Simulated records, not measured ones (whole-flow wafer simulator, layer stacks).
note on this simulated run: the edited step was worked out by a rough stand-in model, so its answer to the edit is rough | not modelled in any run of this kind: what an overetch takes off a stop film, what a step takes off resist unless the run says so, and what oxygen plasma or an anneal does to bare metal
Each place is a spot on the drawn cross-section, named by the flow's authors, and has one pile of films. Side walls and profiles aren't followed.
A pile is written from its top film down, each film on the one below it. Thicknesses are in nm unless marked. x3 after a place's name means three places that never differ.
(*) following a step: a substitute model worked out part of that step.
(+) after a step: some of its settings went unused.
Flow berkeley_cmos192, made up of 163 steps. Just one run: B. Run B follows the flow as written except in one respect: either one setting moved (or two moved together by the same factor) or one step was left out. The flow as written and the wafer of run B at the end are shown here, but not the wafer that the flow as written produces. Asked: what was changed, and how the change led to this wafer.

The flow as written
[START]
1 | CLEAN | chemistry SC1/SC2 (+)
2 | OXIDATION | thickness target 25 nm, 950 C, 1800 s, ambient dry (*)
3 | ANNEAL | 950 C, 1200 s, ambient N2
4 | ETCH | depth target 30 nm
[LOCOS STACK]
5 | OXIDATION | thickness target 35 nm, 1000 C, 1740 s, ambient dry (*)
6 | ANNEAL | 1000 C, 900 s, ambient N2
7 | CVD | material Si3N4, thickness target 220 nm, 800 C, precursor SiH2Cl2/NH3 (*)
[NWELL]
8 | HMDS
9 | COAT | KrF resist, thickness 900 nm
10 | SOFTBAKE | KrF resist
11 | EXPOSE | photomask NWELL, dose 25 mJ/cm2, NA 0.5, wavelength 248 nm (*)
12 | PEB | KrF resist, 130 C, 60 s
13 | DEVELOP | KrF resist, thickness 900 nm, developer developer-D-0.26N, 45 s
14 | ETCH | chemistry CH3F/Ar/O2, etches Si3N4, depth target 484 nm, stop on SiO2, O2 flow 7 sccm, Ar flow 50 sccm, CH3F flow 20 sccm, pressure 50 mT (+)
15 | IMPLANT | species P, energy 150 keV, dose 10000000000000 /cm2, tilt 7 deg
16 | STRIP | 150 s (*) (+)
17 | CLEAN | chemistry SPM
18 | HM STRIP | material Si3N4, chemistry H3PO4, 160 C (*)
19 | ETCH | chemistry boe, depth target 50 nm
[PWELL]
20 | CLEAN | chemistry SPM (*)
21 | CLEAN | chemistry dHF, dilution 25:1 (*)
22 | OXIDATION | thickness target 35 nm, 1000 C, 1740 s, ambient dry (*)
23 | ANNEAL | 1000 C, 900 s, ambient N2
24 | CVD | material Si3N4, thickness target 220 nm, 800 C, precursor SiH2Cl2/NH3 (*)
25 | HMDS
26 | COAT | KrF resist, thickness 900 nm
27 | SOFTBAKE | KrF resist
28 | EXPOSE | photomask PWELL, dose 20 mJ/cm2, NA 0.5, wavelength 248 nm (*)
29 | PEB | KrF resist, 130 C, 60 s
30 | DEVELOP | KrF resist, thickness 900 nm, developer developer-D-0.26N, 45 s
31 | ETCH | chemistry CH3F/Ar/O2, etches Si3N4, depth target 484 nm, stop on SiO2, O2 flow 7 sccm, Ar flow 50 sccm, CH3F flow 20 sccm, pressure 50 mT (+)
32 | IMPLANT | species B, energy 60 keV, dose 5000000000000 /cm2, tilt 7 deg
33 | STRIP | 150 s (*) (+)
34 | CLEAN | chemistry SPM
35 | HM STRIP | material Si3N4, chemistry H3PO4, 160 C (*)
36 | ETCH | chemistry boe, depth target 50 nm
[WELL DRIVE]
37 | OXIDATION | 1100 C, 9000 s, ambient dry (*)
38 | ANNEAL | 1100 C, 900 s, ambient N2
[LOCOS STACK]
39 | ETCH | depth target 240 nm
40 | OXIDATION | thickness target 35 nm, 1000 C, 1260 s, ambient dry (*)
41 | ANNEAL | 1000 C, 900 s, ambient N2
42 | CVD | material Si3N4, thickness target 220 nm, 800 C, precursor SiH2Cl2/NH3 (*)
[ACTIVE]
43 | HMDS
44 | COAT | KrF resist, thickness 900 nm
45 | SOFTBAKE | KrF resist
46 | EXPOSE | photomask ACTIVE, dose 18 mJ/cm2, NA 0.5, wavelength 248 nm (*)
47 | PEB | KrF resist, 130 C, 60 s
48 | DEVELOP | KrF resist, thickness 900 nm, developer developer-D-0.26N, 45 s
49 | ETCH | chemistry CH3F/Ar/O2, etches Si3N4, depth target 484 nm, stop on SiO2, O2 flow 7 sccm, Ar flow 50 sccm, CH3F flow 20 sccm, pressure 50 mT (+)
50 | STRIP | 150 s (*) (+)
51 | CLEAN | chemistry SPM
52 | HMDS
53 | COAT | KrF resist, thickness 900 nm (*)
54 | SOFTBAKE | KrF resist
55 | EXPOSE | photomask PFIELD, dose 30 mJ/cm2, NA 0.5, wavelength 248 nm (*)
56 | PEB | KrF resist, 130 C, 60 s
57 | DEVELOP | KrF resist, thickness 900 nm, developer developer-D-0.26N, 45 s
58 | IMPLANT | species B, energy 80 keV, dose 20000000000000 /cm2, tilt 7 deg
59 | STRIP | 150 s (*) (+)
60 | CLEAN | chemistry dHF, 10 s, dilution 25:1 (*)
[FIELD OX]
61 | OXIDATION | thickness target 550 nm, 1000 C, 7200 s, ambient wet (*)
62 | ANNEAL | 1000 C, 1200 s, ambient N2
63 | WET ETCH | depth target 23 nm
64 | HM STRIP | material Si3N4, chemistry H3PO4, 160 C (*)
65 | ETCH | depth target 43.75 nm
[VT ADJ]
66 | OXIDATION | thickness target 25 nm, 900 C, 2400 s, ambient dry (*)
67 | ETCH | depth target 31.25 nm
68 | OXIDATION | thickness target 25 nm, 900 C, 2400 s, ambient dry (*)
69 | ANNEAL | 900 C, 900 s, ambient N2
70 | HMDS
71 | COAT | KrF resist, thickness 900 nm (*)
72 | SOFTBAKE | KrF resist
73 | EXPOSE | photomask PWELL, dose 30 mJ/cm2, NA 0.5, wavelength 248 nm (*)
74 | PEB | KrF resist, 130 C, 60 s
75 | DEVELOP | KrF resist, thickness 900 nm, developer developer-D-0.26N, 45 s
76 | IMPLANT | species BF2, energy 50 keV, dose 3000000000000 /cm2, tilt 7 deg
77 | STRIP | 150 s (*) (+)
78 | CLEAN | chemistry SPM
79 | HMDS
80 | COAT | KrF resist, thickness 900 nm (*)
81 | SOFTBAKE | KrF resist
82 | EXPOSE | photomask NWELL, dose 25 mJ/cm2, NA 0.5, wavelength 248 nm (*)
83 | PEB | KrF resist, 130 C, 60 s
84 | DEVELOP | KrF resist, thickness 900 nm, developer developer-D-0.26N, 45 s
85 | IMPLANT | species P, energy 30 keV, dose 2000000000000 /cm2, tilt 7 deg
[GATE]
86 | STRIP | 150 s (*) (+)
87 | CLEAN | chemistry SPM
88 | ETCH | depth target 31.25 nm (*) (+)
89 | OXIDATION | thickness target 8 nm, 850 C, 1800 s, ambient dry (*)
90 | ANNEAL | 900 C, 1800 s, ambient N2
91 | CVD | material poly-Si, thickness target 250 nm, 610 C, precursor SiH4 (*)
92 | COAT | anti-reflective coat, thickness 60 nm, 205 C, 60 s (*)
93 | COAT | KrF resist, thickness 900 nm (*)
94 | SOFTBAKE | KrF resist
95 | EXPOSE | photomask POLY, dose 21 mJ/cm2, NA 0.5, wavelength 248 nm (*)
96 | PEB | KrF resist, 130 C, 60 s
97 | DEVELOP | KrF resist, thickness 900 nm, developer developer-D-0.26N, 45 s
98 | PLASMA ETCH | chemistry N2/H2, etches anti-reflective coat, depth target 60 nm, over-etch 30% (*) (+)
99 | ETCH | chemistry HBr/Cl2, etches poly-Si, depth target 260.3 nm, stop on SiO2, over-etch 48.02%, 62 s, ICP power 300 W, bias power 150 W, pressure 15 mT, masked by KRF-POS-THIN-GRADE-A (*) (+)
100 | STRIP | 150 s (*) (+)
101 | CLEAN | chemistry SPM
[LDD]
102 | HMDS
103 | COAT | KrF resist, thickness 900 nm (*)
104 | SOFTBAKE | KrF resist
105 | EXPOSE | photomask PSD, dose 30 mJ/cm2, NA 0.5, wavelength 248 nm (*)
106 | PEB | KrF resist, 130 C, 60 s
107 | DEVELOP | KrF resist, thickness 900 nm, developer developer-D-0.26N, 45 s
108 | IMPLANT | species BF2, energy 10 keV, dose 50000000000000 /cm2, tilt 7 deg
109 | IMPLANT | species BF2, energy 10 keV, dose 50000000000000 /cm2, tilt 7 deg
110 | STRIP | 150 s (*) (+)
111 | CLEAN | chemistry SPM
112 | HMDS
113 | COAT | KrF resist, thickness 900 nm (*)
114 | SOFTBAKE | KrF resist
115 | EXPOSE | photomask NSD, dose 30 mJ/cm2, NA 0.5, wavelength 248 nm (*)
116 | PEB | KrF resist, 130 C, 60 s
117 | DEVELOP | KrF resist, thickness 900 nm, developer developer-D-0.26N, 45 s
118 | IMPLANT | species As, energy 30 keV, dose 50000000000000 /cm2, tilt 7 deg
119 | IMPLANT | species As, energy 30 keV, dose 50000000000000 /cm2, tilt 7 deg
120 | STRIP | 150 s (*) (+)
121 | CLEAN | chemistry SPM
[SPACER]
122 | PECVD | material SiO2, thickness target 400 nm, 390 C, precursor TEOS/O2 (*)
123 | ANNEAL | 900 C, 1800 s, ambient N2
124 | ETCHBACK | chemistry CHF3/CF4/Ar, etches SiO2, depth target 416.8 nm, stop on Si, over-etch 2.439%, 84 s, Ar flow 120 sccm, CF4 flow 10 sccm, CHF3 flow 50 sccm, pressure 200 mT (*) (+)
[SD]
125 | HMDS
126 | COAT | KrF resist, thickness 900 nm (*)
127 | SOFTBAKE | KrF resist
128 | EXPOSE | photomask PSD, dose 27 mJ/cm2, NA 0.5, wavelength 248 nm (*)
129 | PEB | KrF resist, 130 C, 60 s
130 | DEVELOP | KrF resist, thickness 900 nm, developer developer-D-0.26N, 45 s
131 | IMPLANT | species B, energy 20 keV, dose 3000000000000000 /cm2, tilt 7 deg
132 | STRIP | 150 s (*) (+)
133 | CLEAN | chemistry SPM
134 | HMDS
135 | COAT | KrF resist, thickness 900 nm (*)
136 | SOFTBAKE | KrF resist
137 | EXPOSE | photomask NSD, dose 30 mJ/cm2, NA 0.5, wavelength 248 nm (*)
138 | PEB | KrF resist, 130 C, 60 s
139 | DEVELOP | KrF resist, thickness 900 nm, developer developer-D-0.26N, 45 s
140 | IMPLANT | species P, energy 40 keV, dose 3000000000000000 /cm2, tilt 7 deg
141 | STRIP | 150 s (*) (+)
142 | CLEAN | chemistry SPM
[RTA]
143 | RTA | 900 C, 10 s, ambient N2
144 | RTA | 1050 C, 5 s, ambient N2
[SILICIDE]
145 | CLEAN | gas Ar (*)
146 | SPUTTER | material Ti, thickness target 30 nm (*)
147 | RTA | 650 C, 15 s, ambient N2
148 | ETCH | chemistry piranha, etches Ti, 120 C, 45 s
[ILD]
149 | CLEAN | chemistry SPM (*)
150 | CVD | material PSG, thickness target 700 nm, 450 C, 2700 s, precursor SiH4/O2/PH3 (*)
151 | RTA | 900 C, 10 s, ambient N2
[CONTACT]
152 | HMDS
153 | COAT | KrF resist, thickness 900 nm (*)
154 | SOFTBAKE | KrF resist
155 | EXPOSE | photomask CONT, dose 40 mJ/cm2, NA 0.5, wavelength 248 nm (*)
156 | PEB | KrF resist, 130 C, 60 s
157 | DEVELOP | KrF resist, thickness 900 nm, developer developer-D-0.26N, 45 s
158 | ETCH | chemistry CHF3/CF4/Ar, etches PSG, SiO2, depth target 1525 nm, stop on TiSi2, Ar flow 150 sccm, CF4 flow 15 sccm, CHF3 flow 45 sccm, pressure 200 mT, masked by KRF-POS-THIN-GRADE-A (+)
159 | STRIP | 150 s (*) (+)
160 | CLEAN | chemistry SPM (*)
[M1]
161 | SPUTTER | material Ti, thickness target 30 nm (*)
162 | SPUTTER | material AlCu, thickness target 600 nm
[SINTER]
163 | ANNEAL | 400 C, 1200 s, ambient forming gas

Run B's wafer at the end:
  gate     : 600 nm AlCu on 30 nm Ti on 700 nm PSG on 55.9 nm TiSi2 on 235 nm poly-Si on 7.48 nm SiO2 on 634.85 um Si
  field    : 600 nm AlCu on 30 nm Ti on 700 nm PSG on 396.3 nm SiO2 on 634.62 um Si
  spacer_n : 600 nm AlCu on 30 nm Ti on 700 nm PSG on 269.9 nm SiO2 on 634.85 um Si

The reason: step 91, CVD: thickness target 294 nm was run, whereas the flow has thickness target 250 nm.

Step by step, how the change led to this:
  91 | CVD | material poly-Si, thickness target 250 nm, 610 C, precursor SiH4 (*)
      field, sd_n, spacer_n and 6 more: poly-Si gains 294 (new film) (in the flow as written it would be: poly-Si gains 250 (new film))
  99 | ETCH | chemistry HBr/Cl2, etches poly-Si, depth target 260.3 nm, stop on SiO2, over-etch 48.02%, 62 s, ICP power 300 W, bias power 150 W, pressure 15 mT, masked by KRF-POS-THIN-GRADE-A (*) (+)
      spacer_n, spacer_p: poly-Si loses 289.7 (all of it), SiO2 loses 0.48 (in the flow as written it would be: poly-Si loses 245.8 (all of it), SiO2 loses 1.74)
      field: poly-Si loses 289.8 (all of it), SiO2 loses 0.48 (in the flow as written it would be: poly-Si loses 245.8 (all of it), SiO2 loses 1.74)
      (also at 4 further places)
  103 | COAT | KrF resist, thickness 900 nm (*)
      gate: KrF resist gains 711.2 (new film) (in the flow as written it would be: KrF resist gains 748 (new film))
      gate_p: KrF resist gains 707.3 (new film) (in the flow as written it would be: KrF resist gains 744.1 (new film))
  107 | DEVELOP | KrF resist, thickness 900 nm, developer developer-D-0.26N, 45 s
      gate_p: KrF resist loses 706.3 (all of it) (in the flow as written it would be: KrF resist loses 742.9 (all of it))
  110 | STRIP | 150 s (*) (+)
      gate: KrF resist loses 696 (all of it), chemical SiO2 gains 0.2, poly-Si loses 0.09 (in the flow as written it would be: KrF resist loses 732.7 (all of it), chemical SiO2 gains 0.2, poly-Si loses 0.09)
  113 | COAT | KrF resist, thickness 900 nm (*)
      gate: KrF resist gains 711.2 (new film) (in the flow as written it would be: KrF resist gains 747.9 (new film))
      gate_p: KrF resist gains 707.2 (new film) (in the flow as written it would be: KrF resist gains 743.9 (new film))
  117 | DEVELOP | KrF resist, thickness 900 nm, developer developer-D-0.26N, 45 s
      gate: KrF resist loses 710.1 (all of it) (in the flow as written it would be: KrF resist loses 746.8 (all of it))
  120 | STRIP | 150 s (*) (+)
      gate_p: KrF resist loses 691.9 (all of it), chemical SiO2 gains 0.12, poly-Si loses 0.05 (in the flow as written it would be: KrF resist loses 728.6 (all of it), chemical SiO2 gains 0.12, poly-Si loses 0.05)
  124 | ETCHBACK | chemistry CHF3/CF4/Ar, etches SiO2, depth target 416.8 nm, stop on Si, over-etch 2.439%, 84 s, Ar flow 120 sccm, CF4 flow 10 sccm, CHF3 flow 50 sccm, pressure 200 mT (*) (+)
      spacer_n: SiO2 loses 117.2 (in the flow as written it would be: SiO2 loses 160)
      spacer_p: SiO2 loses 117.2 (in the flow as written it would be: SiO2 loses 159.9)
  126 | COAT | KrF resist, thickness 900 nm (*)
      spacer_n: KrF resist gains 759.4 (new film) (in the flow as written it would be: KrF resist gains 791.6 (new film))
      gate: KrF resist gains 740 (new film) (in the flow as written it would be: KrF resist gains 771.5 (new film))
      (also at 2 further places)
  130 | DEVELOP | KrF resist, thickness 900 nm, developer developer-D-0.26N, 45 s
      spacer_p: KrF resist loses 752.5 (all of it) (in the flow as written it would be: KrF resist loses 784.6 (all of it))
      gate_p: KrF resist loses 733 (all of it) (in the flow as written it would be: KrF resist loses 764.3 (all of it))
  132 | STRIP | 150 s (*) (+)
      spacer_n: KrF resist loses 744 (all of it) (in the flow as written it would be: KrF resist loses 776.1 (all of it))
      gate: chemical SiO2 gains 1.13 (new film), KrF resist loses 724.6 (all of it), poly-Si loses 0.5 (in the flow as written it would be: chemical SiO2 gains 1.13 (new film), KrF resist loses 756.1 (all of it), poly-Si loses 0.5)
  135 | COAT | KrF resist, thickness 900 nm (*)
      spacer_n: KrF resist gains 759.6 (new film) (in the flow as written it would be: KrF resist gains 791.1 (new film))
      gate: KrF resist gains 739.6 (new film) (in the flow as written it would be: KrF resist gains 770.3 (new film))
      (also at 2 further places)
  139 | DEVELOP | KrF resist, thickness 900 nm, developer developer-D-0.26N, 45 s
      spacer_n: KrF resist loses 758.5 (all of it) (in the flow as written it would be: KrF resist loses 789.9 (all of it))
      gate: KrF resist loses 738.5 (all of it) (in the flow as written it would be: KrF resist loses 769.1 (all of it))
  141 | STRIP | 150 s (*) (+)
      spacer_p: KrF resist loses 738.6 (all of it) (in the flow as written it would be: KrF resist loses 770.2 (all of it))
      gate_p: KrF resist loses 718.4 (all of it), chemical SiO2 gains 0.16 (in the flow as written it would be: KrF resist loses 749.1 (all of it), chemical SiO2 gains 0.16)
  153 | COAT | KrF resist, thickness 900 nm (*)
      spacer_n: KrF resist gains 805.8 (new film) (in the flow as written it would be: KrF resist gains 829.8 (new film))
      gate: KrF resist gains 788.2 (new film) (in the flow as written it would be: KrF resist gains 809.7 (new film))
      (also at 2 further places)
  159 | STRIP | 150 s (*) (+)
      spacer_n: KrF resist loses 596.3 (all of it) (in the flow as written it would be: KrF resist loses 620.3 (all of it))
      gate: KrF resist loses 578.7 (all of it) (in the flow as written it would be: KrF resist loses 600.1 (all of it))
      (also at 2 further places)
